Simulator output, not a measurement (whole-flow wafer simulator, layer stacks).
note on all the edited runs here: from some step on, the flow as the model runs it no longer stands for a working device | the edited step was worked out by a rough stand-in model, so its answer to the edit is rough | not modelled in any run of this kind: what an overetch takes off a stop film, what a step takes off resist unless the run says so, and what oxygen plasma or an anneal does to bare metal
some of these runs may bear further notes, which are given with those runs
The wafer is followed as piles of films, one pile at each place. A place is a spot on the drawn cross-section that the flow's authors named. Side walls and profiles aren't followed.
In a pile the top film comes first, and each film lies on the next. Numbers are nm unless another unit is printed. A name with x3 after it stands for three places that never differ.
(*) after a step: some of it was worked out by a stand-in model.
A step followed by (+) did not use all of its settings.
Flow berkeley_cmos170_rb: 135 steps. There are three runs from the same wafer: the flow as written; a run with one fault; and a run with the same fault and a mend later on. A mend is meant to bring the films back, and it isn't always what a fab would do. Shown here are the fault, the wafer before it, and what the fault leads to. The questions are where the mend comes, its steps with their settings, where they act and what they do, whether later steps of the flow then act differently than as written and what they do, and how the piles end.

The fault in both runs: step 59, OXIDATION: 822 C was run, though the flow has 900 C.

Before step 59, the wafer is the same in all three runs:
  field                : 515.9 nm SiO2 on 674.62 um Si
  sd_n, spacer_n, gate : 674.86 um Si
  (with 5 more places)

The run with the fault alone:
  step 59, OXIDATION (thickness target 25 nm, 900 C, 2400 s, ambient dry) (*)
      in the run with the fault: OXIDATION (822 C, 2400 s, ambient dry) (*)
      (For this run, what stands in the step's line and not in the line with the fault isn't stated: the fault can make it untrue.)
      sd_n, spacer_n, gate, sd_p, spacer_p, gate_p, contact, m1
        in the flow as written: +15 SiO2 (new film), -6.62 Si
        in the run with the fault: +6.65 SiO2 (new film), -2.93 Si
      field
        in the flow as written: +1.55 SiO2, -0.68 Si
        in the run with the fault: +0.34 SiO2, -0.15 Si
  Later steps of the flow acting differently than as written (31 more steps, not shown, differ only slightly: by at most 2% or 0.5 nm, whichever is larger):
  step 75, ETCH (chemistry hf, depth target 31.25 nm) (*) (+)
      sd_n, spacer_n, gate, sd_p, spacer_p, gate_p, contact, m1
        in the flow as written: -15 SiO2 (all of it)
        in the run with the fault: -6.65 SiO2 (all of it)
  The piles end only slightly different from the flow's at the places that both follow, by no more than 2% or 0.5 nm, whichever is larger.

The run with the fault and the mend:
  The mend stands after step 60.
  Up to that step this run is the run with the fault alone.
  step 60a, OXIDATION (900 C, 1715 s, ambient dry) (*) (a further turn of the flow's step 59, with different settings)
      sd_n, spacer_n, gate, sd_p, spacer_p, gate_p, contact, m1
        +8.3 SiO2, -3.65 Si
      field
        +1.1 SiO2, -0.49 Si
  Later steps of the flow that are run all act as written at every place that is followed, up to a difference of at most 2% or 0.5 nm, whichever is larger.
  The piles end only slightly different from the flow's at the places that both follow, by no more than 2% or 0.5 nm, whichever is larger.
